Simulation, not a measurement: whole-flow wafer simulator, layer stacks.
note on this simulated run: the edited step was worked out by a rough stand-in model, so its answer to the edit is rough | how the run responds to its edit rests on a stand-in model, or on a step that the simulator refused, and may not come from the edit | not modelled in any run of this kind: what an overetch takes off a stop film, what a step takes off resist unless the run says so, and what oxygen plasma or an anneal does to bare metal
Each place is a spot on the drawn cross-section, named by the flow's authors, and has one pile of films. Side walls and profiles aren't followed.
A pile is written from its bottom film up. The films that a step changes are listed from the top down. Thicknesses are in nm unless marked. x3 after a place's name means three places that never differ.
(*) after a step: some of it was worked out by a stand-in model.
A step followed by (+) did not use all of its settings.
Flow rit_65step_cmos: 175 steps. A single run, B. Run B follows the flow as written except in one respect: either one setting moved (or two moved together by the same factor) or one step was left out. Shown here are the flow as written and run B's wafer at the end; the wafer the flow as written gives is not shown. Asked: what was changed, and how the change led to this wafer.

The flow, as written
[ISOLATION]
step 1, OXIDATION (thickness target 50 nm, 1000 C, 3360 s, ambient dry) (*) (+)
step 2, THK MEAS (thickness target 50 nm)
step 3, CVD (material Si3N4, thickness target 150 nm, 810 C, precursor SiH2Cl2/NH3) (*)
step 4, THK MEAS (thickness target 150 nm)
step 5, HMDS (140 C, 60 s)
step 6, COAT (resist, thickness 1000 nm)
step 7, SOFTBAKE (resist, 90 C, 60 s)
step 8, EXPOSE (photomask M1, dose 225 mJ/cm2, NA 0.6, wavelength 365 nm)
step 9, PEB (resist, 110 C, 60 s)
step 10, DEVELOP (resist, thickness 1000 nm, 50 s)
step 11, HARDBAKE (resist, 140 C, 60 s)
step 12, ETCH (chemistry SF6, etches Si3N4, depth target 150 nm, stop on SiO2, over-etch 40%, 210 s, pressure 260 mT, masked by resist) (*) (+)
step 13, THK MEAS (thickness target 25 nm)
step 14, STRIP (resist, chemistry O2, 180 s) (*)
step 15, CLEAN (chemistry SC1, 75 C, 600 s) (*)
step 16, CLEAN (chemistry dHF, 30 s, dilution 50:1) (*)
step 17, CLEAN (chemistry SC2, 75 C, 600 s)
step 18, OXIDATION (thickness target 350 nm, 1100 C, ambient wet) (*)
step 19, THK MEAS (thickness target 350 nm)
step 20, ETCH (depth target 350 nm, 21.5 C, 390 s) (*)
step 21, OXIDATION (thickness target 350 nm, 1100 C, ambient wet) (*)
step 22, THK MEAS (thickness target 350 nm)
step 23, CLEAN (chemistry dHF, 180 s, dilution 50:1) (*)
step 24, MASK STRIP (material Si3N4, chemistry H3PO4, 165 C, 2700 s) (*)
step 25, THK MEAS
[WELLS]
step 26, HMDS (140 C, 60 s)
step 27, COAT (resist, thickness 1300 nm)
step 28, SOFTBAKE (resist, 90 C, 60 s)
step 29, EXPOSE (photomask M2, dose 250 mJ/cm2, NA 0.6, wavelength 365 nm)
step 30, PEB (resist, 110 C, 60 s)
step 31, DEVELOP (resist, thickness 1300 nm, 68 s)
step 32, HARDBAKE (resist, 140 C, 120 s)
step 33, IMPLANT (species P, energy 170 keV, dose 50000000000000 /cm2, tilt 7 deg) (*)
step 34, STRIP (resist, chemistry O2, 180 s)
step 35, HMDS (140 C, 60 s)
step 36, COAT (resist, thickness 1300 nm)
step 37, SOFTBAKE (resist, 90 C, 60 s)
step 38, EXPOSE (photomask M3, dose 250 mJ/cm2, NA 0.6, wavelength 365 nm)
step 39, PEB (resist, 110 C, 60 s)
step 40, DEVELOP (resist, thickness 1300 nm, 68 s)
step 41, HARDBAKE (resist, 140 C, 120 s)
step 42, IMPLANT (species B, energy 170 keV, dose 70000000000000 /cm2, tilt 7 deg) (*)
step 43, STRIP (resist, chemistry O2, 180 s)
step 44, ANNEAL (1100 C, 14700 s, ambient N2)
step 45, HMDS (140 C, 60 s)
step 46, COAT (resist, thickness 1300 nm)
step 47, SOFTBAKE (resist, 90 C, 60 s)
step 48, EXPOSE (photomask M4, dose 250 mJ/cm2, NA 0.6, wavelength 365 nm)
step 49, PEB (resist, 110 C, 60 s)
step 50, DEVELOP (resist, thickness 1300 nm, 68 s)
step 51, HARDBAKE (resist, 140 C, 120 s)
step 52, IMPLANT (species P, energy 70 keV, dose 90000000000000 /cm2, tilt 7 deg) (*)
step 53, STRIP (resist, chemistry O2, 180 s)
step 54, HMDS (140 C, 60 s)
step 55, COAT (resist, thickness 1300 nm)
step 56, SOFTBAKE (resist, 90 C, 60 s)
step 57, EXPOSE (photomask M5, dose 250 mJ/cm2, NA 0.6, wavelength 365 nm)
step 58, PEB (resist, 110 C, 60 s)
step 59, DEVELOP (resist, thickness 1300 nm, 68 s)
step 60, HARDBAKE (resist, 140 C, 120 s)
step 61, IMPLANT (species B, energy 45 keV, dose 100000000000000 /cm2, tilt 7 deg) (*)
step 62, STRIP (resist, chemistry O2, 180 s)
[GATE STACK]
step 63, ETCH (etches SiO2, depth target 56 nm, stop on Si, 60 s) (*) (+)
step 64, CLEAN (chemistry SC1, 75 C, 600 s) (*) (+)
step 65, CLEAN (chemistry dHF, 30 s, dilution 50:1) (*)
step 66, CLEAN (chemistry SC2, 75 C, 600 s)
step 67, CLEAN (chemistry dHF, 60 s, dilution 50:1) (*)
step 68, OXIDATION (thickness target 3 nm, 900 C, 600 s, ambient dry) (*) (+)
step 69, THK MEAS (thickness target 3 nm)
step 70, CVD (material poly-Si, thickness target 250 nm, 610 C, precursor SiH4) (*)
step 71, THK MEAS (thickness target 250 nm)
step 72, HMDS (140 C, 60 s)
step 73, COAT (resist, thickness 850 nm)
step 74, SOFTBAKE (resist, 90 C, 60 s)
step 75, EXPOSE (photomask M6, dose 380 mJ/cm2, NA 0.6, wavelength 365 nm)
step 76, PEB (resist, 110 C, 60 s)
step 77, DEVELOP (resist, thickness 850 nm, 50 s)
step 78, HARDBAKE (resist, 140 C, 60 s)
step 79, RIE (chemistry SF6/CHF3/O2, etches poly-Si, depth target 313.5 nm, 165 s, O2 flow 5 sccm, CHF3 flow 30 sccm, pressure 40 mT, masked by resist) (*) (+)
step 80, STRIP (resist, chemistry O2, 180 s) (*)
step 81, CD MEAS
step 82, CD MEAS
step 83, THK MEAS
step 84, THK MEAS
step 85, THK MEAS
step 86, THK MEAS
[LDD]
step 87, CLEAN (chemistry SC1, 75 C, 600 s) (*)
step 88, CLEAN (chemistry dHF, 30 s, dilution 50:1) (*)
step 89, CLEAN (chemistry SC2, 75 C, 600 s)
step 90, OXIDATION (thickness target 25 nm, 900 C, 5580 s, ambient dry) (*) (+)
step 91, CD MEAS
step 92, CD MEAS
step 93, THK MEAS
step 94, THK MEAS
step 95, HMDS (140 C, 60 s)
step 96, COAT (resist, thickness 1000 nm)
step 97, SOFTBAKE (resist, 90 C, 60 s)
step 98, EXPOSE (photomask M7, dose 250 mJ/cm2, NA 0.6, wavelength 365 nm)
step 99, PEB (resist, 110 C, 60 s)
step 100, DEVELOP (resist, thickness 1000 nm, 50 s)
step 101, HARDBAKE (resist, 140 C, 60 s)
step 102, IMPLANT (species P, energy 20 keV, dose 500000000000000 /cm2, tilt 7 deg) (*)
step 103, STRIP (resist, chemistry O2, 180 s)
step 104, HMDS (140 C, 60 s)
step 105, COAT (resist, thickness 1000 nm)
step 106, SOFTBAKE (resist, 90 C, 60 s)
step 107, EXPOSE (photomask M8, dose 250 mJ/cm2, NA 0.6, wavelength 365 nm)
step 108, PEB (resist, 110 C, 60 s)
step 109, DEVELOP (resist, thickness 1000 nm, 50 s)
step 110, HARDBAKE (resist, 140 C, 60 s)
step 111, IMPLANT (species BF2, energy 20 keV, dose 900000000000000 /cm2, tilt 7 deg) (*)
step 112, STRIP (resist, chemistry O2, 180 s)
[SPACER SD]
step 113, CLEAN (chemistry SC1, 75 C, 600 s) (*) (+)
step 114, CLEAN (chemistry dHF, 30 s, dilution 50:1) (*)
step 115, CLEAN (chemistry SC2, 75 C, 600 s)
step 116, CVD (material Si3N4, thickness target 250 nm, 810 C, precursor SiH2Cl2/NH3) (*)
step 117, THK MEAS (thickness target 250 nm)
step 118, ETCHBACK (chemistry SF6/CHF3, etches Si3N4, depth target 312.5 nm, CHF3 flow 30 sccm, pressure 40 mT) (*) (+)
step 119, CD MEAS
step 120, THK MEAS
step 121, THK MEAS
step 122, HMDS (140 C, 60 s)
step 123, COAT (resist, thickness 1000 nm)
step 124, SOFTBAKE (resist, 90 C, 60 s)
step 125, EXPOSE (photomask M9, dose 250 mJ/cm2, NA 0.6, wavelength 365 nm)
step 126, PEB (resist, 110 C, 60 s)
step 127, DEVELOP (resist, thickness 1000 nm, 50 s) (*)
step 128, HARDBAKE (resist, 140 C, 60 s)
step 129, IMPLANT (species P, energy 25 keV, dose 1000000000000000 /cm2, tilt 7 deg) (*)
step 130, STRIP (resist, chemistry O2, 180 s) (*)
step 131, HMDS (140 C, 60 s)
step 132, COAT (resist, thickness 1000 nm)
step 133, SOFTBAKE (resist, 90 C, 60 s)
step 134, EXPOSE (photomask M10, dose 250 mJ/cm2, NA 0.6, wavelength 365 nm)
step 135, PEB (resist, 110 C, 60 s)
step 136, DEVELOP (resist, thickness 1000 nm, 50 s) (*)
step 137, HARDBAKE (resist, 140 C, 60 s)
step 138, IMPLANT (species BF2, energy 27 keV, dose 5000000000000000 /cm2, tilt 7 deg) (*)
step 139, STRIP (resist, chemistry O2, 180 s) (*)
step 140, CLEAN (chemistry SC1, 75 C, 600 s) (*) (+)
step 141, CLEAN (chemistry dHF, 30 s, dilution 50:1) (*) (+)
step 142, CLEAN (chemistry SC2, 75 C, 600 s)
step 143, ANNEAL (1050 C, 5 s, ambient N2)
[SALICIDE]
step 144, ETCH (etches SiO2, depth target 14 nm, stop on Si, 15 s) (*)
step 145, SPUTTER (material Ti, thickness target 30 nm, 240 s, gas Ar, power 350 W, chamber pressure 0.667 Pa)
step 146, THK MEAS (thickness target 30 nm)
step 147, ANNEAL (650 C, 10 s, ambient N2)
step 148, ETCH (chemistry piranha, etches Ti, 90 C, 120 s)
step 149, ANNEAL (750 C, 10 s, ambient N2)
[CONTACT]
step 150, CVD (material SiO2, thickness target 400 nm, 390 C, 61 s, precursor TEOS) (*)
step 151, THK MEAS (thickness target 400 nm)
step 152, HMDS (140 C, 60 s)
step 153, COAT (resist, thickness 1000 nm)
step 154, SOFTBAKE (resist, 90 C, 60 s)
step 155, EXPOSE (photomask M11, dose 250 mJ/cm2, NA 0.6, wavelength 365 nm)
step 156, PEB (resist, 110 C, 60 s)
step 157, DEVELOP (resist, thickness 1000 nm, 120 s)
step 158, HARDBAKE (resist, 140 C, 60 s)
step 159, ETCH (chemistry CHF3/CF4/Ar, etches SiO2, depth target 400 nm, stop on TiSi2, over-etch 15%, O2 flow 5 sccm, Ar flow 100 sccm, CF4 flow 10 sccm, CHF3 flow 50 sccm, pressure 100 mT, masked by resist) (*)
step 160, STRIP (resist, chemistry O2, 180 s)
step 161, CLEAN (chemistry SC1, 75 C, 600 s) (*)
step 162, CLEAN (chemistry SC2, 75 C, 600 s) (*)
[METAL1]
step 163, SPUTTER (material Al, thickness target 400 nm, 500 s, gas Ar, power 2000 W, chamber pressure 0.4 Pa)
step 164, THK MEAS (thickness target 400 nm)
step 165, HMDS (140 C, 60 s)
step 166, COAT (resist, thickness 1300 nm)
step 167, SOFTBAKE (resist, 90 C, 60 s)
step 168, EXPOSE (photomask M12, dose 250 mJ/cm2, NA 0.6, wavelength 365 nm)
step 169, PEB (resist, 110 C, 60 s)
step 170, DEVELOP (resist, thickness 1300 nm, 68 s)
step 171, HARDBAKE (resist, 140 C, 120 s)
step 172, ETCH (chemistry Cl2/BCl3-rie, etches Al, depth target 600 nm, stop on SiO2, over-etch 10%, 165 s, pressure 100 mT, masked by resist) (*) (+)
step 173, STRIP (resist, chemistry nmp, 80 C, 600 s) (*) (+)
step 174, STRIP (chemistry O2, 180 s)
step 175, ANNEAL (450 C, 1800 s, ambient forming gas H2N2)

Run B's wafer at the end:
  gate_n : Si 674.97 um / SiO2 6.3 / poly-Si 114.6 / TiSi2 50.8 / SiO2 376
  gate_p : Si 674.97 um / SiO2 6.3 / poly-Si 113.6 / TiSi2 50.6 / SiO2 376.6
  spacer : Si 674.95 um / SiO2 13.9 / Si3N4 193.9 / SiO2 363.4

Cause: step 68, OXIDATION: 480 s was run, whereas the flow has 600 s.

How this came from the change, step by step:
  step 68, OXIDATION (thickness target 3 nm, 900 C, 600 s, ambient dry) (*) (+)
      active_n, active_p, gate_n and 7 more: SiO2 gains 6.3 (new film), Si loses 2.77 (as written it would have been: SiO2 gains 7.17 (new film), Si loses 3.16)
  step 79, RIE (chemistry SF6/CHF3/O2, etches poly-Si, depth target 313.5 nm, 165 s, O2 flow 5 sccm, CHF3 flow 30 sccm, pressure 40 mT, masked by resist) (*) (+)
      active_n, active_p, spacer, spacer_p, sd_n, sd_p, contact, m1: poly-Si loses 250 (all of it), SiO2 loses 6.3 (all of it) (as written it would have been: poly-Si loses 250 (all of it), SiO2 loses 7.17 (all of it))
